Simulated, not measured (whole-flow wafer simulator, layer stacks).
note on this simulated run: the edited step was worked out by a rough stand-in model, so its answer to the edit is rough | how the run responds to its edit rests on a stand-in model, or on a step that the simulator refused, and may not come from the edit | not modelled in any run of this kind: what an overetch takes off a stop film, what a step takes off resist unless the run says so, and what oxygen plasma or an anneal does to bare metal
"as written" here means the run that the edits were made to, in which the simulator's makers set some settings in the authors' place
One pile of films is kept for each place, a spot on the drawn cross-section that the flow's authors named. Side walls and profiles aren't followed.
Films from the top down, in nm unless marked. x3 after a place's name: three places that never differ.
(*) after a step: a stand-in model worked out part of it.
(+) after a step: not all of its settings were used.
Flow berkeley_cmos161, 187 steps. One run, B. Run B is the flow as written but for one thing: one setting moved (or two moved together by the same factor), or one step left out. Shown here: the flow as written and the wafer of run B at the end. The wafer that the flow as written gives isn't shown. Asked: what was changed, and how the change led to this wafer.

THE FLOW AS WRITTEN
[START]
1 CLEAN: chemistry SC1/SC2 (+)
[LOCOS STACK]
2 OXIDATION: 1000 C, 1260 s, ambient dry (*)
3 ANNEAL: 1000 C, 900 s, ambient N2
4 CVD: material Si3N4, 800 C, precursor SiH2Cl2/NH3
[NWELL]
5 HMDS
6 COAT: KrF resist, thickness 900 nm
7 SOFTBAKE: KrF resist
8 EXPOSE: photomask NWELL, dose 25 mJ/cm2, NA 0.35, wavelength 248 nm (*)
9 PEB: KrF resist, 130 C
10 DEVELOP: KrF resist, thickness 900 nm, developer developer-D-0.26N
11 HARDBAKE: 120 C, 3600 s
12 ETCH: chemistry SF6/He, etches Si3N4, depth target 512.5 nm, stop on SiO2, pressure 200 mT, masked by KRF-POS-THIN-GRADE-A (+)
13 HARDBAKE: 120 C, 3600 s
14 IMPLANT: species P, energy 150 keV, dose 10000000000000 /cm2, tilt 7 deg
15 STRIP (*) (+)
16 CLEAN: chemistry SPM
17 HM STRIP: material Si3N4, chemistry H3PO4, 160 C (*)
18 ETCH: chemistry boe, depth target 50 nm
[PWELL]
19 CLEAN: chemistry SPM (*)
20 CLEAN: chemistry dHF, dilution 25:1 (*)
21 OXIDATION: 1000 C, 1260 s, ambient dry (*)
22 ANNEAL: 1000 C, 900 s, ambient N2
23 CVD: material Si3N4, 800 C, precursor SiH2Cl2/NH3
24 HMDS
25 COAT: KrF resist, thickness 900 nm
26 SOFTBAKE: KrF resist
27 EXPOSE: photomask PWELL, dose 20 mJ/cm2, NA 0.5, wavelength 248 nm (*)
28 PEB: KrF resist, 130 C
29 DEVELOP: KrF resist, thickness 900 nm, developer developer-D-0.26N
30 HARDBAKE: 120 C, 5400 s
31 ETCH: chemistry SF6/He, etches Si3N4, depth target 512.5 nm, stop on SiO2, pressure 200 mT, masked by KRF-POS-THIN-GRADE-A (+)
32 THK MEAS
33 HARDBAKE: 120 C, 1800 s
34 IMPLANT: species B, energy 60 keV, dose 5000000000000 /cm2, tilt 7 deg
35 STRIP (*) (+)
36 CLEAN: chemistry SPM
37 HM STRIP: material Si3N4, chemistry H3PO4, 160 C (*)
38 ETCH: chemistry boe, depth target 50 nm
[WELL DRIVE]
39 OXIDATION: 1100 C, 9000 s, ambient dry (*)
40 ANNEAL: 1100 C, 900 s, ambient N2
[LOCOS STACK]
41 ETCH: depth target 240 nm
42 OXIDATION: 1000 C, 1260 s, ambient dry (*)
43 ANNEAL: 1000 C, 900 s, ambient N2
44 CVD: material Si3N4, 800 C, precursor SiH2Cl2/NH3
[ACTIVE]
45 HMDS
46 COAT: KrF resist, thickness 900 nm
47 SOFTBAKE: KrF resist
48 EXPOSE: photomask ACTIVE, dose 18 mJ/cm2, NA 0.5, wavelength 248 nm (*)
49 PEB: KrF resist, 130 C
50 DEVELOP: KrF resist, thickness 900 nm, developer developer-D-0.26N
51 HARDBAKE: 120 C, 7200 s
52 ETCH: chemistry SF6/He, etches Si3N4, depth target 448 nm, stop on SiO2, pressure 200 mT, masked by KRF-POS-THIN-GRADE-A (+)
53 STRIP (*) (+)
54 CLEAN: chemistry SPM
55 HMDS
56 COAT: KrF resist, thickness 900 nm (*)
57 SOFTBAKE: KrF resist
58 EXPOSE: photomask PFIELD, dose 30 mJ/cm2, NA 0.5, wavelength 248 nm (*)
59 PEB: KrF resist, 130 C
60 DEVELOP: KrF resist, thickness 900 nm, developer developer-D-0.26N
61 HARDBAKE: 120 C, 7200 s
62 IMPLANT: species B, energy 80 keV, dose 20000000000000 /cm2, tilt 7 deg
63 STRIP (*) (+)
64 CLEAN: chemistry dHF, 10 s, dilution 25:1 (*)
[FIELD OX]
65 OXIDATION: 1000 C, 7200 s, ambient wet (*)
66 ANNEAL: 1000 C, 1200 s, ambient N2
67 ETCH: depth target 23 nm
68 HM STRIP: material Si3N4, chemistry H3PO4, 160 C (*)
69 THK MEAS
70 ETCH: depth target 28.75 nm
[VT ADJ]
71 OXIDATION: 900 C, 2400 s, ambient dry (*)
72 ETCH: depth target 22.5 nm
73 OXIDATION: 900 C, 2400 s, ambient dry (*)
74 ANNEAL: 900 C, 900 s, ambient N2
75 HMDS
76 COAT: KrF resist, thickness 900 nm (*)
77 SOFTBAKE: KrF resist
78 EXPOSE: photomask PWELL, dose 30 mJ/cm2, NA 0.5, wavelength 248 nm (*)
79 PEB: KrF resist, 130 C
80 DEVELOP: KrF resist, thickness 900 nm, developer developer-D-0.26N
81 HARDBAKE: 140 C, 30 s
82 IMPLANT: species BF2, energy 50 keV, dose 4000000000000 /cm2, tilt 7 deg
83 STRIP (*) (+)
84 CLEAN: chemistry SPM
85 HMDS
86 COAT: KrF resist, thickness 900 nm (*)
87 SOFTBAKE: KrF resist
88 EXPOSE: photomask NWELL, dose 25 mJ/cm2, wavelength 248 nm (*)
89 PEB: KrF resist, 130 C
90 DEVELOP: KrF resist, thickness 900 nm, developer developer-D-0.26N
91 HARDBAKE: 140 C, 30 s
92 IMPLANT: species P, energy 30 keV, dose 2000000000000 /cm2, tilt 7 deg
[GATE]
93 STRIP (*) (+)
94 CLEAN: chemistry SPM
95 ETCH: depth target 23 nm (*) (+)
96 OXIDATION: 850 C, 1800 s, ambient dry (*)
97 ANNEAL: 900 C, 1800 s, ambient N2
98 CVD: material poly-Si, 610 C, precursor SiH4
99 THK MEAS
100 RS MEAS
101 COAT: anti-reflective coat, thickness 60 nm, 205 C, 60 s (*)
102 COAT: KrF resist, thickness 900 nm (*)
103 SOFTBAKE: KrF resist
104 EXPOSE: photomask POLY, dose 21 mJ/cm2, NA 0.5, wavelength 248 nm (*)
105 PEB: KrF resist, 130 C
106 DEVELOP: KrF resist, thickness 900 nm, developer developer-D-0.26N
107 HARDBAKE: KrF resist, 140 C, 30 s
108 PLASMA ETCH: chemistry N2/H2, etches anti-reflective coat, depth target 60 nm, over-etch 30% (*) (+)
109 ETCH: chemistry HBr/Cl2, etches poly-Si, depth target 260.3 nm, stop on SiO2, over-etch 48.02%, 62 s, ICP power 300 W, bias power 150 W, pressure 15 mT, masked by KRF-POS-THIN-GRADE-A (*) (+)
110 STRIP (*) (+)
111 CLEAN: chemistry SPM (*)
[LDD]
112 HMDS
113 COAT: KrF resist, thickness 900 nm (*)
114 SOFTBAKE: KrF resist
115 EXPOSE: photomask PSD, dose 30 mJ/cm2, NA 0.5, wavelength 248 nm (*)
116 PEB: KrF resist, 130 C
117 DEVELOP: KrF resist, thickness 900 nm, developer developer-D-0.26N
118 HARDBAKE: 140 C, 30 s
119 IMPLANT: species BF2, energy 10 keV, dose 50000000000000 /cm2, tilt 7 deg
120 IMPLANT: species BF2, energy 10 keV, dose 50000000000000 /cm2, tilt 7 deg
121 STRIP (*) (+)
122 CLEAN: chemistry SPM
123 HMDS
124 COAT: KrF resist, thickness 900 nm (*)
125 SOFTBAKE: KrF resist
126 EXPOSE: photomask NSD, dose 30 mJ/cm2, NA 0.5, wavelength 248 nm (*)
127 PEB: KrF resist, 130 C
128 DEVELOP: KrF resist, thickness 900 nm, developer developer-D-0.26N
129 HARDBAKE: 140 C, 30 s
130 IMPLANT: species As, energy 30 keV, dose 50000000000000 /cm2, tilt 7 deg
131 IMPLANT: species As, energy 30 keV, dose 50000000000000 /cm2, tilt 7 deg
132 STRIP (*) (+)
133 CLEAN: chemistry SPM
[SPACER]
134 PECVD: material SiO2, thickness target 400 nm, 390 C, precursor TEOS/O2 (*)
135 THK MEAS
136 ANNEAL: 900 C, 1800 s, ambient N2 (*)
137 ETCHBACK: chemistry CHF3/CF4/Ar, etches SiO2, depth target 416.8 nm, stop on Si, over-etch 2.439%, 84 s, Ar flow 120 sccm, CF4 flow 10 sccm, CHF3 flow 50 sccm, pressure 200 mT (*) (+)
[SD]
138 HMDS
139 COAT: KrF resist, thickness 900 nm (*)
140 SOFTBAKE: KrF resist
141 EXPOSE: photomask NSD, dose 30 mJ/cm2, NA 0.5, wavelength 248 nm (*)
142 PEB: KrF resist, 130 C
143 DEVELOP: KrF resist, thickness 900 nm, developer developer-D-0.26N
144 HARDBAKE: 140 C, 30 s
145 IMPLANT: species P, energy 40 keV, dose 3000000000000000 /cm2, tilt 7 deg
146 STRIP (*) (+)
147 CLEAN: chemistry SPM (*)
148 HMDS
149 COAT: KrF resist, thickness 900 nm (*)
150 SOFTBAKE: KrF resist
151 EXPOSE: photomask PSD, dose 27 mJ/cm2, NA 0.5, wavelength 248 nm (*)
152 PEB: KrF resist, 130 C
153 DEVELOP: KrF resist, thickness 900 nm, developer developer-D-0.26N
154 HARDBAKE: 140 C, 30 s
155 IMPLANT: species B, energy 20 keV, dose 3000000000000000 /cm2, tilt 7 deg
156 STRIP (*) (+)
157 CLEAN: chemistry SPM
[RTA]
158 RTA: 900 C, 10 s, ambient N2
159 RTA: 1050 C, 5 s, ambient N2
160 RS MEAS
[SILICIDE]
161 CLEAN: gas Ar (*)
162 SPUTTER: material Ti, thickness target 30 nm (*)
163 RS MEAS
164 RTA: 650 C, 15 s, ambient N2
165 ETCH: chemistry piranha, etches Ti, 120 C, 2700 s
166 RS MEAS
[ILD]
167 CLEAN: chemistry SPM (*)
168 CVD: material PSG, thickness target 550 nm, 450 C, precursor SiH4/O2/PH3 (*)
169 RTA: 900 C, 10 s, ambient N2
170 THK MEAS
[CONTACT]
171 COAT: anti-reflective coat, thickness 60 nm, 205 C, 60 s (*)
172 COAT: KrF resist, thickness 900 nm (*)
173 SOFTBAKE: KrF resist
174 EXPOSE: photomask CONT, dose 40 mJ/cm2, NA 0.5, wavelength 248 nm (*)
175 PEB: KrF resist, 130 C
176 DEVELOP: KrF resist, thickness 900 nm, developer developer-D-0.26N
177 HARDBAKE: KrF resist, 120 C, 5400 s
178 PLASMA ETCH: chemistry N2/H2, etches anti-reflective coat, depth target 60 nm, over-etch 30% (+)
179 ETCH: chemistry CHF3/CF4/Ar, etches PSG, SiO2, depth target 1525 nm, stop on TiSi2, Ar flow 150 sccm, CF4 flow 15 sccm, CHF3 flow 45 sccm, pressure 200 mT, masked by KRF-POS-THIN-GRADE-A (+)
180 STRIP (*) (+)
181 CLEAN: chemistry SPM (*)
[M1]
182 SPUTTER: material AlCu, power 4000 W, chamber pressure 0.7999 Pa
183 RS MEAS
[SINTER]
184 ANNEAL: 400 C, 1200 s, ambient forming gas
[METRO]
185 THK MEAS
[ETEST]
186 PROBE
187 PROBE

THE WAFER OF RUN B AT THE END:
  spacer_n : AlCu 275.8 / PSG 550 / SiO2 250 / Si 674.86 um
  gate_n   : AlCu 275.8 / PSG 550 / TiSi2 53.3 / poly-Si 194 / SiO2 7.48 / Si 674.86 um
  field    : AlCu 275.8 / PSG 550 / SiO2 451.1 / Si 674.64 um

The cause: step 137, ETCHBACK: depth target 375.1 nm was run, where the flow has depth target 416.8 nm.

How the change led to this, step by step:
  137 ETCHBACK: chemistry CHF3/CF4/Ar, etches SiO2, depth target 416.8 nm, stop on Si, over-etch 2.439%, 84 s, Ar flow 120 sccm, CF4 flow 10 sccm, CHF3 flow 50 sccm, pressure 200 mT (*) (+)
      sd_n: SiO2 -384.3 (as written it would be: SiO2 -387.9 (all of it))
      contact: SiO2 -384.3 (as written it would be: SiO2 -387.7 (all of it))
      (and at 6 more places)
  139 COAT: KrF resist, thickness 900 nm (*)
      sd_n: KrF resist +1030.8 (new film) (as written it would be: KrF resist +1008.1 (new film))
      spacer_n: KrF resist +798.5 (new film) (as written it would be: KrF resist +816.8 (new film))
      (and at 5 more places)
  143 DEVELOP: KrF resist, thickness 900 nm, developer developer-D-0.26N
      sd_n: KrF resist -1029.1 (all of it) (as written it would be: KrF resist -1006.5 (all of it))
      spacer_n: KrF resist -797.2 (all of it) (as written it would be: KrF resist -815.5 (all of it))
      (and at 1 more place)
  144 HARDBAKE: 140 C, 30 s
      sd_p: KrF resist -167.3 (as written it would be: KrF resist -163.7)
      spacer_p: KrF resist -127.5 (as written it would be: KrF resist -131)
      (and at 2 more places)
  146 STRIP (*) (+)
      sd_n, contact: nothing (as written it would be: chemical SiO2 +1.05 (new film), Si -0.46)
      m1: KrF resist -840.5 (all of it) (as written it would be: chemical SiO2 +0.8 (new film), KrF resist -823.2 (all of it), Si -0.35)
      (and at 3 more places)
  149 COAT: KrF resist, thickness 900 nm (*)
      sd_n: KrF resist +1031 (new film) (as written it would be: KrF resist +1007.8 (new film))
      spacer_n: KrF resist +798.1 (new film) (as written it would be: KrF resist +817.1 (new film))
      (and at 5 more places)
  153 DEVELOP: KrF resist, thickness 900 nm, developer developer-D-0.26N
      sd_p: KrF resist -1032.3 (all of it) (as written it would be: KrF resist -1010.3 (all of it))
      spacer_p: KrF resist -787.2 (all of it) (as written it would be: KrF resist -808.8 (all of it))
      (and at 1 more place)
  154 HARDBAKE: 140 C, 30 s
      sd_n: KrF resist -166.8 (as written it would be: KrF resist -163)
      spacer_n: KrF resist -129.1 (as written it would be: KrF resist -132.2)
      (and at 2 more places)
  156 STRIP (*) (+)
      sd_n: KrF resist -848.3 (all of it) (as written it would be: KrF resist -828.9 (all of it), chemical SiO2 +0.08)
      m1: KrF resist -840.6 (all of it) (as written it would be: KrF resist -823.1 (all of it), chemical SiO2 +0.15, Si -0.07)
      (and at 2 more places)
  161 CLEAN: gas Ar (*)
      sd_n: SiO2 -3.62 (all of it) (as written it would be: chemical SiO2 -1.13 (all of it))
      contact: SiO2 -3.38 (all of it) (as written it would be: chemical SiO2 -1.13 (all of it))
      (and at 1 more place)
  171 COAT: anti-reflective coat, thickness 60 nm, 205 C, 60 s (*)
      sd_n: anti-reflective coat +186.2 (new film) (as written it would be: anti-reflective coat +149.7 (new film))
      spacer_n: anti-reflective coat +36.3 (new film) (as written it would be: anti-reflective coat +41.3 (new film))
      (and at 5 more places)
  172 COAT: KrF resist, thickness 900 nm (*)
      sd_p: KrF resist +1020 (new film) (as written it would be: KrF resist +996.6 (new film))
      contact: KrF resist +1001.4 (new film) (as written it would be: KrF resist +979.3 (new film))
  176 DEVELOP: KrF resist, thickness 900 nm, developer developer-D-0.26N
      contact: KrF resist -999.8 (all of it) (as written it would be: KrF resist -977.7 (all of it))
  180 STRIP (*) (+)
      sd_n: KrF resist -684.2 (all of it), anti-reflective coat -186.2 (all of it) (as written it would be: KrF resist -692.5 (all of it), anti-reflective coat -149.7 (all of it))
      spacer_n: KrF resist -633.6 (all of it), anti-reflective coat -36.3 (all of it) (as written it would be: KrF resist -635.2 (all of it), anti-reflective coat -41.3 (all of it))
      (and at 5 more places)
  182 SPUTTER: material AlCu, power 4000 W, chamber pressure 0.7999 Pa
      sd_p: AlCu +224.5 (new film) (as written it would be: AlCu +234.7 (new film))
